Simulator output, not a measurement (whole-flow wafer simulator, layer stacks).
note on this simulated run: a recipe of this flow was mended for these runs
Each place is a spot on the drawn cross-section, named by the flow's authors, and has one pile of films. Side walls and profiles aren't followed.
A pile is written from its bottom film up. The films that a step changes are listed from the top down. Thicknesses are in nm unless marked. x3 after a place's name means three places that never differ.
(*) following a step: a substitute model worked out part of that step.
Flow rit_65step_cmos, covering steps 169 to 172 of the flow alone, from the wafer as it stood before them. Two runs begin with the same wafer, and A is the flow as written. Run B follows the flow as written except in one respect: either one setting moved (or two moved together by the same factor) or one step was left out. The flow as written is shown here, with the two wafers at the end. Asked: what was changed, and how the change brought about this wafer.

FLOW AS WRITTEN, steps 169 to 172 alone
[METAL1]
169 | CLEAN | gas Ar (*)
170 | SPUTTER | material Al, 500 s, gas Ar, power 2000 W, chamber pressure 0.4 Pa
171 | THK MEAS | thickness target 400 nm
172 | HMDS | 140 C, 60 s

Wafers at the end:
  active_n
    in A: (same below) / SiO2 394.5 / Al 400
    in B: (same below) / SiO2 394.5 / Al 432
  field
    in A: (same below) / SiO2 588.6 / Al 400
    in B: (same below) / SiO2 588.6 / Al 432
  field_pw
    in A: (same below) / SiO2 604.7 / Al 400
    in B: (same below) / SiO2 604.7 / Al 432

What caused this: step 170, SPUTTER: 540 s was run, whereas the flow has 500 s.

The path from the change to this, step by step:
  170 | SPUTTER | material Al, 500 s, gas Ar, power 2000 W, chamber pressure 0.4 Pa
      field, field_pw, field_nw and 10 more: A Al gains 400 (new film) | B Al gains 432 (new film)
      contact: A Al gains 255.4 (new film) | B Al gains 273.8 (new film)
